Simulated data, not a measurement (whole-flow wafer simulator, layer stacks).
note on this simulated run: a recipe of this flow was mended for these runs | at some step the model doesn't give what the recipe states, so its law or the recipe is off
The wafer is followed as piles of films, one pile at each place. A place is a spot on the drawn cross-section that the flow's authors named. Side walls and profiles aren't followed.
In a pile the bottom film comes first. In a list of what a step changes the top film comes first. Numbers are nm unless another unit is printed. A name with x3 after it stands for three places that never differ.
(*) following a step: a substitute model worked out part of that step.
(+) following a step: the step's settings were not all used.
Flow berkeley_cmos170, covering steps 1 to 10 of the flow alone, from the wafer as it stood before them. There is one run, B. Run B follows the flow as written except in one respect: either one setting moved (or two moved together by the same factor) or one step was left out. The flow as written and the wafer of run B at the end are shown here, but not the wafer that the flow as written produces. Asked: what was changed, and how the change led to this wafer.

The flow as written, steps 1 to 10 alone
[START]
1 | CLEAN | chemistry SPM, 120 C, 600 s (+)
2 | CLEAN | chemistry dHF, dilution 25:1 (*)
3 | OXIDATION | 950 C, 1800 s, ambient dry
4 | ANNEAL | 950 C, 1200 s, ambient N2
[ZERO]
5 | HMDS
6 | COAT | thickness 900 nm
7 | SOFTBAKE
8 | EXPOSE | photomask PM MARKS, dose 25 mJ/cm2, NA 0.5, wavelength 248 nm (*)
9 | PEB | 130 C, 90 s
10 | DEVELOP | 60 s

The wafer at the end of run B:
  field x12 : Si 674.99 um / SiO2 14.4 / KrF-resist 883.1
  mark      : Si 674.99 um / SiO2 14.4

Cause: step 3, OXIDATION: 915 C was run, whereas the flow has 950 C.

The path from the change to this, step by step:
  3 | OXIDATION | 950 C, 1800 s, ambient dry
      field x12, mark: SiO2 gains 14.4 (new film), Si loses 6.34 (as written it would have been: SiO2 gains 20.4 (new film), Si loses 8.98)
